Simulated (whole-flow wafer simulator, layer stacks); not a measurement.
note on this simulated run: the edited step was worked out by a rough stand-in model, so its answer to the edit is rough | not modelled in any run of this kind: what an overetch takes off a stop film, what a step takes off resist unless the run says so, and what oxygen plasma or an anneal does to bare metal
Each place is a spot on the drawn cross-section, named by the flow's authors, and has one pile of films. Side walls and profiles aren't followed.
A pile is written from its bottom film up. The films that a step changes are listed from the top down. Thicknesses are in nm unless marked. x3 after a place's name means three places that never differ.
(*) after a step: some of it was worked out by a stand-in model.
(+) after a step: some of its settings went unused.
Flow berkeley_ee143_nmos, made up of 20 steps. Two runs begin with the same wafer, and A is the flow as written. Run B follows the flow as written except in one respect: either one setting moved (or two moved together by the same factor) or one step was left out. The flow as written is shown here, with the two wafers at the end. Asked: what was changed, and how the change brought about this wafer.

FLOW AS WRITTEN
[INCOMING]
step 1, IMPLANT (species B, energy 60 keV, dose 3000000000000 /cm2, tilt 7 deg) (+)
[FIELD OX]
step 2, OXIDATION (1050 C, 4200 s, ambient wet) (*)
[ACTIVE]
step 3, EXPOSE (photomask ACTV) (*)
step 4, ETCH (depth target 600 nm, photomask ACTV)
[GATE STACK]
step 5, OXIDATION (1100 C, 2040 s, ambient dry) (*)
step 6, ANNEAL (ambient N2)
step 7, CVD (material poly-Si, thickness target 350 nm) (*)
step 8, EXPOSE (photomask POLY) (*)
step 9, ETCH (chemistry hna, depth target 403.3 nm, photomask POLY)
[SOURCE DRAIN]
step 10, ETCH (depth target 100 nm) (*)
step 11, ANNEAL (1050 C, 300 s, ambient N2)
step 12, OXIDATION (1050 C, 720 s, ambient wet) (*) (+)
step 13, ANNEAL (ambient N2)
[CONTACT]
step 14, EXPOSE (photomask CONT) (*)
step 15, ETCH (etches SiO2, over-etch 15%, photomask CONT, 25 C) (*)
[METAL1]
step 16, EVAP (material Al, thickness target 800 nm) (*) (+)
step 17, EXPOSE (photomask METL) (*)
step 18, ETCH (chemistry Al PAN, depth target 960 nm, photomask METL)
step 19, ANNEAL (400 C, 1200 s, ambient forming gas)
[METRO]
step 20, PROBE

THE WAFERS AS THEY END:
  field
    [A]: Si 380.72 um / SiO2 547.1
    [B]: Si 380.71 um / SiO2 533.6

What caused this: step 10, ETCH: depth target 115 nm was run, though the flow has depth target 100 nm.

How this came from the change, step by step:
  step 10, ETCH (depth target 100 nm) (*)
      field: A -100 SiO2 | B -115 SiO2
  step 12, OXIDATION (1050 C, 720 s, ambient wet) (*) (+)
      field: A +69.1 SiO2, -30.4 Si | B +70.7 SiO2, -31.1 Si
